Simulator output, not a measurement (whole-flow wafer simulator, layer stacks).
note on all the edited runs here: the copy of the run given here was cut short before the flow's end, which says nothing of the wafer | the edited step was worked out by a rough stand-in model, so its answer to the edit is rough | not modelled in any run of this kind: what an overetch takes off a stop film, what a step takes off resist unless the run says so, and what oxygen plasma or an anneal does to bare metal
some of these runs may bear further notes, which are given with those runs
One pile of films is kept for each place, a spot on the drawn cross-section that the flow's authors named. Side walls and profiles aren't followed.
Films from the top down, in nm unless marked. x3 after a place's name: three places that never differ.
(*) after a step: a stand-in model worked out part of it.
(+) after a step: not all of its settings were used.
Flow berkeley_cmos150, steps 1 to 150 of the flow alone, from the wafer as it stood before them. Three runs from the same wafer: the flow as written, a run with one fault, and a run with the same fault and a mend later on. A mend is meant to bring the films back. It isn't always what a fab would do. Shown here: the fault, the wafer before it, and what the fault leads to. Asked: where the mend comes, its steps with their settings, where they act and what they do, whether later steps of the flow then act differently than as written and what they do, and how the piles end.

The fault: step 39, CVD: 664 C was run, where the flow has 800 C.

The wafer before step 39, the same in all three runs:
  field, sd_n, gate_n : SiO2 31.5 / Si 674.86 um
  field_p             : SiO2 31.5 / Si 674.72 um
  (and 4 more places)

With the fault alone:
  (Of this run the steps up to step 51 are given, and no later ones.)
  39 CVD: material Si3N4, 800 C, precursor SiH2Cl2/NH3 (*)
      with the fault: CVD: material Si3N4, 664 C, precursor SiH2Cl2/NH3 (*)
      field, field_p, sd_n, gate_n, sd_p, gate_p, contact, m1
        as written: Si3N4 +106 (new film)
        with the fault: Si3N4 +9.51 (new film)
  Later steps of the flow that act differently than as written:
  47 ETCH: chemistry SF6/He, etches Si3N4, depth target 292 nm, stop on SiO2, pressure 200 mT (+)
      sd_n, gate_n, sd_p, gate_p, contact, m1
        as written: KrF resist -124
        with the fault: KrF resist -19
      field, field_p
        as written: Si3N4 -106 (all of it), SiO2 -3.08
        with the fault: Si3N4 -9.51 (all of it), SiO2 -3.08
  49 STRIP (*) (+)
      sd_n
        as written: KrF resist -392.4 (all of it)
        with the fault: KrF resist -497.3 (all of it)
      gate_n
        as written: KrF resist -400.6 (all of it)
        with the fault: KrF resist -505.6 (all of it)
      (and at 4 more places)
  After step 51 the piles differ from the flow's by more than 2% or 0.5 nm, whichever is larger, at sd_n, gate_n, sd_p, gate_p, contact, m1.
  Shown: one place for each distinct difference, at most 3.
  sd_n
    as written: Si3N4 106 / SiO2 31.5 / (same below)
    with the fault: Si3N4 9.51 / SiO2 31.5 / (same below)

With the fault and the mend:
  The mend comes after step 39.
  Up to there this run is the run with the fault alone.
  39a ETCH: chemistry h3po4, depth target 10.94 nm
      field, field_p, sd_n, gate_n, sd_p, gate_p, contact, m1
        Si3N4 -9.51 (all of it)
  39b CLEAN: chemistry SPM
      changes no film at any place that is followed
  39c CVD: material Si3N4, 800 C, precursor SiH2Cl2/NH3 (*) (the flow's step 39 once more)
      field, field_p, sd_n, gate_n, sd_p, gate_p, contact, m1
        Si3N4 +106 (new film)
  No later step of the flow acts differently than as written at any place that is followed.
  At the end the piles are the same as the flow's at every place that both follow.
